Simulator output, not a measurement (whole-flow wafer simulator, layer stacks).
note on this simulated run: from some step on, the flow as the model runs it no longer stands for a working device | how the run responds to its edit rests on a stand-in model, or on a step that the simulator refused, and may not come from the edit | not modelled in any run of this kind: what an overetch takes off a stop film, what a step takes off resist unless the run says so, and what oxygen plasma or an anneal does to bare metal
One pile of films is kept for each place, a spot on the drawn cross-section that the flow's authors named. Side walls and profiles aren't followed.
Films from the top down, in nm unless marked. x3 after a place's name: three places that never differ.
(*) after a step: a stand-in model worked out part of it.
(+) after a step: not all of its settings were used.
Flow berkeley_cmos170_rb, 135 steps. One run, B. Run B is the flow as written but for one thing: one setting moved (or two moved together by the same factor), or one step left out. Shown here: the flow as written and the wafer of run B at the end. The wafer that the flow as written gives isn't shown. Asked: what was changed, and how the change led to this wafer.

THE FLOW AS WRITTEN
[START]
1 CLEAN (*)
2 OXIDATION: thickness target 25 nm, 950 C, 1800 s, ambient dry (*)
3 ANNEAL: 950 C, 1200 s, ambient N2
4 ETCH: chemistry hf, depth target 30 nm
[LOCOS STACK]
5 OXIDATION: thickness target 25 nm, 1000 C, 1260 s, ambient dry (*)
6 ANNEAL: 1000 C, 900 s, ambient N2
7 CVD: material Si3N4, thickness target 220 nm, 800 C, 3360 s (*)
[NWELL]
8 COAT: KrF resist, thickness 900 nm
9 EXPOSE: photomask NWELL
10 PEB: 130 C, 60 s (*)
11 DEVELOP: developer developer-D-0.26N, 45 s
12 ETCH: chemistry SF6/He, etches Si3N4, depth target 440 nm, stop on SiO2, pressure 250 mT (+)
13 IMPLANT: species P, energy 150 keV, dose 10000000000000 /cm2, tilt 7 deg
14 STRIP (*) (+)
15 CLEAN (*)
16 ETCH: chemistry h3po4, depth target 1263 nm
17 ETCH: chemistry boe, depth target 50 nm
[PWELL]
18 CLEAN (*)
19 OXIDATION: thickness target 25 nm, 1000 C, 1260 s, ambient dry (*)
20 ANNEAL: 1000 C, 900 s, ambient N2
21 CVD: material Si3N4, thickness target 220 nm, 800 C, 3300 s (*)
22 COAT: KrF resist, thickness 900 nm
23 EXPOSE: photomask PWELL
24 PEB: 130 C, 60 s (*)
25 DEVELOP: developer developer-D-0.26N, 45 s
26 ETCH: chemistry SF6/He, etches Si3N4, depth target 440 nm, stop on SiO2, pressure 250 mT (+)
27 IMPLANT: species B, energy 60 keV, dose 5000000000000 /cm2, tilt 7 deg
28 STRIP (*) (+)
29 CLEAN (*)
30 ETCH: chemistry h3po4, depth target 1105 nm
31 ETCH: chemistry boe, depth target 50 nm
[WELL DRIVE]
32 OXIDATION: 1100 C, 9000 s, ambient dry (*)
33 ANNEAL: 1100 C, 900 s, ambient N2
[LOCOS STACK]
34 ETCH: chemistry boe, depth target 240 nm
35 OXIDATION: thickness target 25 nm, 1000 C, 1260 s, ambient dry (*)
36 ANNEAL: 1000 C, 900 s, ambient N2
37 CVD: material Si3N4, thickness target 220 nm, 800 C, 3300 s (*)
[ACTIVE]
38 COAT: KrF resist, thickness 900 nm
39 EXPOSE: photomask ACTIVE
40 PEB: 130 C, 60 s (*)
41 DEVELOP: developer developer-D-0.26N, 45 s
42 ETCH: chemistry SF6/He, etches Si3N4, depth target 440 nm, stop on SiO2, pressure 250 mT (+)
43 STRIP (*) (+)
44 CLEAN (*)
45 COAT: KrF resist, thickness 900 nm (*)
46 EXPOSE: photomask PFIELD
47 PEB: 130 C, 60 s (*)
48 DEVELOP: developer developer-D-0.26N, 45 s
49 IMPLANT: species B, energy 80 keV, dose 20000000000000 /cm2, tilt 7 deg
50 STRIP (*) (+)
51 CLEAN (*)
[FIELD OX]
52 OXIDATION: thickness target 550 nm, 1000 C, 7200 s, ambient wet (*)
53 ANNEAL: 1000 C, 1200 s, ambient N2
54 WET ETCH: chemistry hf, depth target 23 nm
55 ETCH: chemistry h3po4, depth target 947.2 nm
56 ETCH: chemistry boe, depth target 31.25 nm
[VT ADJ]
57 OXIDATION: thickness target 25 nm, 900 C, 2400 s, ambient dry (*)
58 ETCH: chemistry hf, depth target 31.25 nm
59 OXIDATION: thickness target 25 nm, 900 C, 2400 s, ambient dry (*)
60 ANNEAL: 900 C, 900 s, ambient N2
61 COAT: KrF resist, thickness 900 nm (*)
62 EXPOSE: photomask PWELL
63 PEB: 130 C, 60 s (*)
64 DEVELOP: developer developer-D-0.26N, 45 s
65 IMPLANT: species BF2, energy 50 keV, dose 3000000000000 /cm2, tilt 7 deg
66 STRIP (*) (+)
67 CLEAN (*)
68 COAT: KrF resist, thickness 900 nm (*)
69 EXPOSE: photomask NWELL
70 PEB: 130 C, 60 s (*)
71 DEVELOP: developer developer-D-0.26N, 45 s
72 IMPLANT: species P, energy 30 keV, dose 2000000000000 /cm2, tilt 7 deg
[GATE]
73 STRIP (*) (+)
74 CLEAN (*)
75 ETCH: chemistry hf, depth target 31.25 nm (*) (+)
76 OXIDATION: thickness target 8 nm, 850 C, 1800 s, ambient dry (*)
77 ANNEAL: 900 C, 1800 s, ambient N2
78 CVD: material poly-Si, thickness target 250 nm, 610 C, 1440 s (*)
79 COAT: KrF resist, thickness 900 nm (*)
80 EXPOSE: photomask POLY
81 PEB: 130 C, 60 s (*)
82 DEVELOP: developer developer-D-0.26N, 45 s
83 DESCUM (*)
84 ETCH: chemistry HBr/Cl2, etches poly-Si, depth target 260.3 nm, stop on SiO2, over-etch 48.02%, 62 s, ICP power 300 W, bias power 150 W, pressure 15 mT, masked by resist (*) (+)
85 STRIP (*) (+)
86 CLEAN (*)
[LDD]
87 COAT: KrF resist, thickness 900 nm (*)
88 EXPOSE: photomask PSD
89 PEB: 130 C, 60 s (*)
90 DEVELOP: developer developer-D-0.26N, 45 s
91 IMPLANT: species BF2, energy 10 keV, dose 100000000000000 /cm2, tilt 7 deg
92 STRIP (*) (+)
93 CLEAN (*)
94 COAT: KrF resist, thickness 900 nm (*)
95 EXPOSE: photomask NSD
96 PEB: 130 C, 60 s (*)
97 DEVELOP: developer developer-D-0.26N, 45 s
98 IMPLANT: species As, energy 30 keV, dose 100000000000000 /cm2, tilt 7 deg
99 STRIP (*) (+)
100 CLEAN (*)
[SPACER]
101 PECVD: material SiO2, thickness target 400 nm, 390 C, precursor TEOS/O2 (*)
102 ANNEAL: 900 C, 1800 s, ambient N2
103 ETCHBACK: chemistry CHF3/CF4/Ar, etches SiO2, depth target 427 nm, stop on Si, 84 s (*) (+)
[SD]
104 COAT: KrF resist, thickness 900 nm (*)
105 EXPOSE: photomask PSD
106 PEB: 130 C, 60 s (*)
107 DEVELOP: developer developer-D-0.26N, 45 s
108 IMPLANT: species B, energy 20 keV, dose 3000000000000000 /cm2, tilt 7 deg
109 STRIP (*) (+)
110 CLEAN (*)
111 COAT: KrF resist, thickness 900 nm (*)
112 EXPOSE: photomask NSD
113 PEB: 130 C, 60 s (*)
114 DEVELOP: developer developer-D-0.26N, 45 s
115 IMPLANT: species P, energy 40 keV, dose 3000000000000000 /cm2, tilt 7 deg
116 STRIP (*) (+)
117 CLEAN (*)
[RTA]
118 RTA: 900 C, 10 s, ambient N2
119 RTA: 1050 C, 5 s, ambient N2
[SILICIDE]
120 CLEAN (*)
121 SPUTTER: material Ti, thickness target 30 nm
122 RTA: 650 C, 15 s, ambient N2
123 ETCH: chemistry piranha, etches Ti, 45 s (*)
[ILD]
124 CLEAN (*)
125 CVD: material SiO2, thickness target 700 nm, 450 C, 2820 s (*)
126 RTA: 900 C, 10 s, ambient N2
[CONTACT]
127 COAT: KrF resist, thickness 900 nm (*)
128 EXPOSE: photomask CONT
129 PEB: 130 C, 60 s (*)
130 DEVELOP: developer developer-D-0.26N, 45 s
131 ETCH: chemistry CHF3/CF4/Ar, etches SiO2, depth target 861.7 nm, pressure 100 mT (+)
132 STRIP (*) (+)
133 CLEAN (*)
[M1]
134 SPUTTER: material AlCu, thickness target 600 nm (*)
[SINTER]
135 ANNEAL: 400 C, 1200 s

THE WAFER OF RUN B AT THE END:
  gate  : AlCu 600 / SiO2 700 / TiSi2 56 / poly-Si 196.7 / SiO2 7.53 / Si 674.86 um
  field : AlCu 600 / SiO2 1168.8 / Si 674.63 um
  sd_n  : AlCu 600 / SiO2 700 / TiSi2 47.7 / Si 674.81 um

The cause: step 34, ETCH: depth target 156 nm was run, where the flow has depth target 240 nm.

How the change led to this, step by step:
  34 ETCH: chemistry boe, depth target 240 nm
      field, sd_n, spacer_n and 6 more: SiO2 -156 (as written it would be: SiO2 -197.6 (all of it))
  35 OXIDATION: thickness target 25 nm, 1000 C, 1260 s, ambient dry (*)
      field, sd_n, spacer_n and 6 more: SiO2 +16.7, Si -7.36 (as written it would be: SiO2 +26.6 (new film), Si -11.7)
  52 OXIDATION: thickness target 550 nm, 1000 C, 7200 s, ambient wet (*)
      gate: SiO2 +12.9 (new film), Si3N4 -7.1 (as written it would be: SiO2 +12.9 (new film), Si3N4 -7.1, SiO2 +0.08, Si -0.08)
      contact: SiO2 +12.9 (new film), Si3N4 -7.1, SiO2 +0.07, Si -0.07 (as written it would be: SiO2 +12.9 (new film), Si3N4 -7.1)
      (and at 4 more places)
  56 ETCH: chemistry boe, depth target 31.25 nm
      spacer_n, gate, sd_p, spacer_p, gate_p, contact: SiO2 -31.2 (as written it would be: SiO2 -26.6 (all of it))
      sd_n: SiO2 -31.3 (as written it would be: SiO2 -28.8 (all of it))
      (and at 1 more place)
  57 OXIDATION: thickness target 25 nm, 900 C, 2400 s, ambient dry (*)
      spacer_n, gate, spacer_p, gate_p, contact: SiO2 +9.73, Si -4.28 (as written it would be: SiO2 +15 (new film), Si -6.62)
      sd_n: SiO2 +8.28, Si -3.64 (as written it would be: SiO2 +15 (new film), Si -6.62)
      (and at 2 more places)
  58 ETCH: chemistry hf, depth target 31.25 nm
      spacer_n, gate, sd_p, spacer_p, gate_p: SiO2 -31.3 (as written it would be: SiO2 -15 (all of it))
      sd_n, contact, m1: SiO2 -31.2 (as written it would be: SiO2 -15 (all of it))
  59 OXIDATION: thickness target 25 nm, 900 C, 2400 s, ambient dry (*)
      spacer_n, gate, spacer_p, gate_p, contact: SiO2 +11.2, Si -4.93 (as written it would be: SiO2 +15 (new film), Si -6.62)
      sd_n: SiO2 +8.3, Si -3.65 (as written it would be: SiO2 +15 (new film), Si -6.62)
      (and at 2 more places)
  75 ETCH: chemistry hf, depth target 31.25 nm (*) (+)
      sd_n, m1: SiO2 -31.2 (as written it would be: SiO2 -15 (all of it))
      spacer_n, gate, spacer_p, gate_p, contact: SiO2 -16.8 (all of it) (as written it would be: SiO2 -15 (all of it))
      (and at 1 more place)
  76 OXIDATION: thickness target 8 nm, 850 C, 1800 s, ambient dry (*)
      sd_n: SiO2 +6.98, Si -3.07 (as written it would be: SiO2 +7.53 (new film), Si -3.31)
      m1: SiO2 +4.64, Si -2.04 (as written it would be: SiO2 +7.53 (new film), Si -3.31)
  87 COAT: KrF resist, thickness 900 nm (*)
      sd_n: KrF resist +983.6 (new film) (as written it would be: KrF resist +962.1 (new film))
  92 STRIP (*) (+)
      sd_n: KrF resist -969.4 (all of it) (as written it would be: KrF resist -947.9 (all of it))
  94 COAT: KrF resist, thickness 900 nm (*)
      sd_n: KrF resist +983.6 (new film) (as written it would be: KrF resist +962.1 (new film))
  97 DEVELOP: developer developer-D-0.26N, 45 s
      sd_n: KrF resist -983.6 (all of it) (as written it would be: KrF resist -962.1 (all of it))
  104 COAT: KrF resist, thickness 900 nm (*)
      sd_n: KrF resist +1002.2 (new film) (as written it would be: KrF resist +982.1 (new film))
  109 STRIP (*) (+)
      sd_n: KrF resist -988 (all of it) (as written it would be: KrF resist -967.9 (all of it))
  111 COAT: KrF resist, thickness 900 nm (*)
      sd_n: KrF resist +1002.2 (new film) (as written it would be: KrF resist +982.1 (new film))
  ... 4 more steps ...
  126 RTA: 900 C, 10 s, ambient N2
      sd_n: under 1 film: TiSi2 +47.7 (new film), TiSi2 C49 -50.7 (all of it) (as written it would be: under 1 film: TiSi2 +56 (new film), TiSi first -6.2 (all of it), TiSi2 C49 -50.3 (all of it), Si -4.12)
      sd_p: under 1 film: TiSi2 +47.6 (new film), TiSi2 C49 -50.5 (all of it) (as written it would be: under 1 film: TiSi2 +50.7 (new film), TiSi first -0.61 (all of it), TiSi2 C49 -52.9 (all of it), Si -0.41)
